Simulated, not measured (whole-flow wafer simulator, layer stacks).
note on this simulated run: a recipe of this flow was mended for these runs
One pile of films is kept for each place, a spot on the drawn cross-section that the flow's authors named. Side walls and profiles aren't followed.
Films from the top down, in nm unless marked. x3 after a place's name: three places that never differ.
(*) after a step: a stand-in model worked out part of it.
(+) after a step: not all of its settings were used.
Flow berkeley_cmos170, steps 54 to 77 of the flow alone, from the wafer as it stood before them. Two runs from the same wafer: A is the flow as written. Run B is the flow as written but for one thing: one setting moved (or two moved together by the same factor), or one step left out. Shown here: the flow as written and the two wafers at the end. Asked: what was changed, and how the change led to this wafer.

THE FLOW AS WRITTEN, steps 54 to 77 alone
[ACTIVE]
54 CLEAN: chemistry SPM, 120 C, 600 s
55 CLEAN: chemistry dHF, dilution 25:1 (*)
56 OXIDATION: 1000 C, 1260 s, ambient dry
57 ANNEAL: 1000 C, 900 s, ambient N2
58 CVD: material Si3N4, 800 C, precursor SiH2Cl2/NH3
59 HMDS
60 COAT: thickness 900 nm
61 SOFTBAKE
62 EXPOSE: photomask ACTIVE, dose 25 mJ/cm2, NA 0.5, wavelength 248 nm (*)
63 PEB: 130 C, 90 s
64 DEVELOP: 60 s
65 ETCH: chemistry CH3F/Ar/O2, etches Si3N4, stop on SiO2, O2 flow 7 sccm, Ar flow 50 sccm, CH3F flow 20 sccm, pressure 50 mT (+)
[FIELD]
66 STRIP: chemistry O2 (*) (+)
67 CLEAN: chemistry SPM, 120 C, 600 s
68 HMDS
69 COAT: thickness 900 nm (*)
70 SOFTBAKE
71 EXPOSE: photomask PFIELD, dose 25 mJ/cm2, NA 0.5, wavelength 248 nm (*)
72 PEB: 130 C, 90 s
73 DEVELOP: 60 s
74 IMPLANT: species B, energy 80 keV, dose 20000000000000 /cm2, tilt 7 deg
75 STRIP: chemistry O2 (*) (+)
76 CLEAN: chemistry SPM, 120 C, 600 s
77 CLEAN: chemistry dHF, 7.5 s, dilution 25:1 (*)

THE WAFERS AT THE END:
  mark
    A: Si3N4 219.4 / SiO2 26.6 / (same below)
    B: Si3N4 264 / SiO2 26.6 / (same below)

The cause: step 58, CVD: 820 C was run, where the flow has 800 C.

How the change led to this, step by step:
  58 CVD: material Si3N4, 800 C, precursor SiH2Cl2/NH3
      field, mark, sd_n and 10 more: A Si3N4 +220 (new film) | B Si3N4 +264.5 (new film)
  65 ETCH: chemistry CH3F/Ar/O2, etches Si3N4, stop on SiO2, O2 flow 7 sccm, Ar flow 50 sccm, CH3F flow 20 sccm, pressure 50 mT (+)
      mark, sd_n, spacer_n and 9 more: A KrF-resist -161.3 | B KrF-resist -191
      field: A Si3N4 -220 (all of it), SiO2 -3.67 | B Si3N4 -264.5 (all of it), SiO2 -3.67
  66 STRIP: chemistry O2 (*) (+)
      mark, sd_n, spacer_n and 9 more: A KrF-resist -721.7 (all of it) | B KrF-resist -692 (all of it)
  69 COAT: thickness 900 nm (*)
      sd_n: A KrF-resist +784.1 (new film) | B KrF-resist +762.4 (new film)
      sd_p: A KrF-resist +807.6 (new film) | B KrF-resist +789.5 (new film)
      (and at 2 more places)
  75 STRIP: chemistry O2 (*) (+)
      sd_n: A KrF-resist -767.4 (all of it) | B KrF-resist -745.8 (all of it)
      sd_p: A KrF-resist -790.9 (all of it) | B KrF-resist -772.9 (all of it)
      (and at 2 more places)
